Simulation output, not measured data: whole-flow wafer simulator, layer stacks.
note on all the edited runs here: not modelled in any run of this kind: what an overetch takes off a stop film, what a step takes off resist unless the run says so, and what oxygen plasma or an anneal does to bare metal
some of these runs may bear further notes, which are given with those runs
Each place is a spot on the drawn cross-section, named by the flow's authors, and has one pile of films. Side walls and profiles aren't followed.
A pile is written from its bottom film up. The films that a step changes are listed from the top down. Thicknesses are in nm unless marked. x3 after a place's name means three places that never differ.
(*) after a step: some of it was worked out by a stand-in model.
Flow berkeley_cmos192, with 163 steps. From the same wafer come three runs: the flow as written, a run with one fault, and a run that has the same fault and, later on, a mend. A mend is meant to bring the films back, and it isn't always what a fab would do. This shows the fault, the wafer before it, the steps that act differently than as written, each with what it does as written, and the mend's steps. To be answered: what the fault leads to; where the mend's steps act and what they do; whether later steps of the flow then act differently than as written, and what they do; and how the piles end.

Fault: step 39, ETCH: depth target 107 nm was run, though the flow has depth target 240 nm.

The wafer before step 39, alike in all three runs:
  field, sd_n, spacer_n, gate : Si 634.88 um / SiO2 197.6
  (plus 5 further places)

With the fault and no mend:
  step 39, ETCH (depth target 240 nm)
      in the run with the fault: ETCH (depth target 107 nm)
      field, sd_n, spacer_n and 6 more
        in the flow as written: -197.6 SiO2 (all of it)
        in the run with the fault: -107 SiO2
  Steps later in the flow that act otherwise than as written (27 more steps, not shown, differ only slightly: by at most 2% or 0.5 nm, whichever is larger):
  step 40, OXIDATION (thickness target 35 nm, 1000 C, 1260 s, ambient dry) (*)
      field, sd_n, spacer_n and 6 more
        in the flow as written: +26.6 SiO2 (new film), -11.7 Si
        in the run with the fault: +12.1 SiO2, -5.34 Si
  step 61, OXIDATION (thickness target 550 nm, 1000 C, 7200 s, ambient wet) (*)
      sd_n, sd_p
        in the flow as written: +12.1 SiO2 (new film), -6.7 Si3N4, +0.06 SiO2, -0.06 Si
        in the run with the fault: +12.1 SiO2 (new film), -6.7 Si3N4
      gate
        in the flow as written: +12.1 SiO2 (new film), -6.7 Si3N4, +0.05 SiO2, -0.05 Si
        in the run with the fault: +12.1 SiO2 (new film), -6.7 Si3N4
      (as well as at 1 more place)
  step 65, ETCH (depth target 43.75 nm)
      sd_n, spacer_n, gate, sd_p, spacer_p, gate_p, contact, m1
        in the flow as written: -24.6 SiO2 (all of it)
        in the run with the fault: -43.7 SiO2
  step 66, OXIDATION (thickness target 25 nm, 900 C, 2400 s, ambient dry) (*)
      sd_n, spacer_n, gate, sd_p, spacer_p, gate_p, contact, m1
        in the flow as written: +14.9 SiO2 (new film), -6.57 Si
        in the run with the fault: +7.89 SiO2, -3.47 Si
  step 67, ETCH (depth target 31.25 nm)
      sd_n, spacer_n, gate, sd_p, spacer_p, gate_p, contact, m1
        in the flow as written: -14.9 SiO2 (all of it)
        in the run with the fault: -31.3 SiO2
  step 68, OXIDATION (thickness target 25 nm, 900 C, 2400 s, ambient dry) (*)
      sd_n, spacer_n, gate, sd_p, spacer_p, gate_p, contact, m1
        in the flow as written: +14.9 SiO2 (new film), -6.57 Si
        in the run with the fault: +7.74 SiO2, -3.4 Si
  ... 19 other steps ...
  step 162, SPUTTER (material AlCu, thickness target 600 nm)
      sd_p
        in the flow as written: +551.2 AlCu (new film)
        in the run with the fault: +527.2 AlCu (new film)
  At field, spacer_n, gate, sd_p, spacer_p, gate_p, the piles at the end differ from the flow's by more than 2% or 0.5 nm, whichever is larger.
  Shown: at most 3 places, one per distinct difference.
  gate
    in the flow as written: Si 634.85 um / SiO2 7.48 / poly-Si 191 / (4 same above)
    in the run with the fault: Si 634.86 um / SiO2 14.5 / poly-Si 191 / (4 same above)
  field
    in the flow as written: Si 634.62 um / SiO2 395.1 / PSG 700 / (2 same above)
    in the run with the fault: Si 634.65 um / SiO2 422.5 / PSG 700 / (2 same above)
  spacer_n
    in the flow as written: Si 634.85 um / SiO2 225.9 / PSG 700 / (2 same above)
    in the run with the fault: Si 634.86 um / SiO2 233 / PSG 700 / (2 same above)

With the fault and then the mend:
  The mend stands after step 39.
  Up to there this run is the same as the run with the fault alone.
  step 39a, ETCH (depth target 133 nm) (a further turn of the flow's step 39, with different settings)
      field, sd_n, spacer_n and 6 more
        -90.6 SiO2 (all of it)
  Later steps of the flow that are run all act as written at every place that is followed.
  At every place that both follow, the piles at the end match the flow's.
